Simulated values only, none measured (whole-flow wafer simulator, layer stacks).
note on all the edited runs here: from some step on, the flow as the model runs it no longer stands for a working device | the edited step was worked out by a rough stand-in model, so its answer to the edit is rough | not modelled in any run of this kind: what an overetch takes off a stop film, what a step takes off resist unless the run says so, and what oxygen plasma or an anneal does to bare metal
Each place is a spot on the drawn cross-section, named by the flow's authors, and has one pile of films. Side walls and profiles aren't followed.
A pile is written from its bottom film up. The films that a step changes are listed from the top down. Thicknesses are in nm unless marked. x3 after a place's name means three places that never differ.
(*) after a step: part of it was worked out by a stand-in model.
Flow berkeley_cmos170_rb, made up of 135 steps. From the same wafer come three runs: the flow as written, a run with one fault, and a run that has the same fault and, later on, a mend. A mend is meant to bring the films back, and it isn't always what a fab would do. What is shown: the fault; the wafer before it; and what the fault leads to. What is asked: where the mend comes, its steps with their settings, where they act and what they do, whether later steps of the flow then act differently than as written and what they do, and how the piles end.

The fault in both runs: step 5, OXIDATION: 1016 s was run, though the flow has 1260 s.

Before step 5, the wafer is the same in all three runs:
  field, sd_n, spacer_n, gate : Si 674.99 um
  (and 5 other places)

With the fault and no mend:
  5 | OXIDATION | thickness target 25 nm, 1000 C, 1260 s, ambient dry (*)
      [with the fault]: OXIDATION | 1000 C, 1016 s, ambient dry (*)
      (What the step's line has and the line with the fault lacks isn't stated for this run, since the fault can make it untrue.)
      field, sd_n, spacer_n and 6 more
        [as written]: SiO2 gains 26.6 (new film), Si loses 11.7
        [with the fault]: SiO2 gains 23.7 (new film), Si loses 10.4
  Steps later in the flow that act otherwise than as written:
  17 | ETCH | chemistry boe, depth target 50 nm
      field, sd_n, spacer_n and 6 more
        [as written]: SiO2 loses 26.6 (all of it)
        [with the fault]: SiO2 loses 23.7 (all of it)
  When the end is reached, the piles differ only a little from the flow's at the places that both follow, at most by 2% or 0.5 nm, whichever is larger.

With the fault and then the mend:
  The mend follows step 6.
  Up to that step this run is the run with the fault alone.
  6a | OXIDATION | 1000 C, 191 s, ambient dry (*) (a further turn of the flow's step 5, with different settings)
      field, sd_n, spacer_n and 6 more
        SiO2 gains 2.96, Si loses 1.3
  Every later step of the flow that is run acts as written at every place that is followed.
  By the end, the piles equal the flow's at every place that both follow.
